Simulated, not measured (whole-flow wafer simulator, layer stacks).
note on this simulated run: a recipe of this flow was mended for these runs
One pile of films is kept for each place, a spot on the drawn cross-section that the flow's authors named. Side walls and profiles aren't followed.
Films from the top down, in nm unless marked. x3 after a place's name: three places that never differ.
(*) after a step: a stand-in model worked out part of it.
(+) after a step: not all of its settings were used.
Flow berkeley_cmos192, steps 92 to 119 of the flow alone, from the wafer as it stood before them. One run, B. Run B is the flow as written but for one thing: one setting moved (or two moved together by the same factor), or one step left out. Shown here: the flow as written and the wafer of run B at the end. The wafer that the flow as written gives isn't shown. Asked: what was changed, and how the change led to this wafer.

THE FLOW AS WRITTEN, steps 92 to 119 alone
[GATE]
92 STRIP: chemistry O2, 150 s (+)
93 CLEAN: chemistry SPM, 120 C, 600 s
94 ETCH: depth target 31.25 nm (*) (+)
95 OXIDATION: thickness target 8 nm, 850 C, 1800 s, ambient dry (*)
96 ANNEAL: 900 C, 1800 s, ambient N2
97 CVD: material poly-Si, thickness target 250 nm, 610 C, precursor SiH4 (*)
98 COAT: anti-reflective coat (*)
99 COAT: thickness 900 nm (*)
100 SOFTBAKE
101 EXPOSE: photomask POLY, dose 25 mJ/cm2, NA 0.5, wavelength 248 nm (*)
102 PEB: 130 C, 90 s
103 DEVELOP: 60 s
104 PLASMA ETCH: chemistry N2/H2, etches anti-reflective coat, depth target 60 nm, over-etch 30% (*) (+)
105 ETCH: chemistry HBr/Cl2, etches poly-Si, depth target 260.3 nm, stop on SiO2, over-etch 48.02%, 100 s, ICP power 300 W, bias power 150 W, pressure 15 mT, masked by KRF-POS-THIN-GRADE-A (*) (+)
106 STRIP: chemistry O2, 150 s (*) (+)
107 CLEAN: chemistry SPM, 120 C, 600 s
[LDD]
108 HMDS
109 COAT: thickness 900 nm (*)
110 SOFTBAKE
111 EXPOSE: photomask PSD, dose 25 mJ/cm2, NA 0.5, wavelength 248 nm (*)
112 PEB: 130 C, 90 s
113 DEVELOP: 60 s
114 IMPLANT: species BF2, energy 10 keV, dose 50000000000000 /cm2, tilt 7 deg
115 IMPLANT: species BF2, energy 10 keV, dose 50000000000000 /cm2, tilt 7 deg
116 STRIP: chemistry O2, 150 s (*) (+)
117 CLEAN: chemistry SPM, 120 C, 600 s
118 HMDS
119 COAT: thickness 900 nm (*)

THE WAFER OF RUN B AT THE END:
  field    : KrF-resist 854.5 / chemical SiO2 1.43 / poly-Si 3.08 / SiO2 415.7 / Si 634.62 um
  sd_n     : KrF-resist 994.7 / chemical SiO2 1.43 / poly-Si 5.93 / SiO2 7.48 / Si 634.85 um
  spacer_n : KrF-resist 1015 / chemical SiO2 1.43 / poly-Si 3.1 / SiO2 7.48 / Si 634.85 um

The cause: step 97, CVD: thickness target 393 nm was run, where the flow has thickness target 250 nm.

How the change led to this, step by step:
  97 CVD: material poly-Si, thickness target 250 nm, 610 C, precursor SiH4 (*)
      field, sd_n, spacer_n and 6 more: poly-Si +393 (new film) (as written it would be: poly-Si +250 (new film))
  98 COAT: anti-reflective coat (*)
      field: anti-reflective coat +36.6 (new film) (as written it would be: anti-reflective coat +35.6 (new film))
      sd_n: anti-reflective coat +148 (new film) (as written it would be: anti-reflective coat +143.3 (new film))
      (and at 1 more place)
  104 PLASMA ETCH: chemistry N2/H2, etches anti-reflective coat, depth target 60 nm, over-etch 30% (*) (+)
      field: anti-reflective coat -36.6 (all of it), poly-Si -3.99 (as written it would be: anti-reflective coat -35.6 (all of it), poly-Si -3.86)
      sd_n: anti-reflective coat -148 (all of it), poly-Si -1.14 (as written it would be: anti-reflective coat -143.3 (all of it), poly-Si -1.1)
      (and at 1 more place)
  105 ETCH: chemistry HBr/Cl2, etches poly-Si, depth target 260.3 nm, stop on SiO2, over-etch 48.02%, 100 s, ICP power 300 W, bias power 150 W, pressure 15 mT, masked by KRF-POS-THIN-GRADE-A (*) (+)
      spacer_n, spacer_p: poly-Si -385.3 (as written it would be: poly-Si -246.2 (all of it), SiO2 -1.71)
      field: poly-Si -385.3 (as written it would be: poly-Si -246.1 (all of it), SiO2 -1.71)
      (and at 4 more places)
  106 STRIP: chemistry O2, 150 s (*) (+)
      field, sd_n, spacer_n, sd_p, spacer_p, contact, m1: chemical SiO2 +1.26 (new film), poly-Si -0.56 (as written it would be: nothing)
  109 COAT: thickness 900 nm (*)
      spacer_n: KrF-resist +1015 (new film) (as written it would be: KrF-resist +994 (new film))
      gate: KrF-resist +629.3 (new film) (as written it would be: KrF-resist +743.5 (new film))
      (and at 2 more places)
  113 DEVELOP: 60 s
      spacer_p: KrF-resist -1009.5 (all of it) (as written it would be: KrF-resist -988.7 (all of it))
      gate_p: KrF-resist -624.2 (all of it) (as written it would be: KrF-resist -738.2 (all of it))
  116 STRIP: chemistry O2, 150 s (*) (+)
      spacer_n: KrF-resist -997.7 (all of it), chemical SiO2 +0.16, poly-Si -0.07 (as written it would be: KrF-resist -976.9 (all of it))
      gate: KrF-resist -613.1 (all of it), chemical SiO2 +0.2, poly-Si -0.09 (as written it would be: KrF-resist -727 (all of it), chemical SiO2 +0.2, poly-Si -0.09)
  119 COAT: thickness 900 nm (*)
      spacer_n: KrF-resist +1015 (new film) (as written it would be: KrF-resist +994.1 (new film))
      gate: KrF-resist +629.4 (new film) (as written it would be: KrF-resist +743.4 (new film))
      (and at 2 more places)
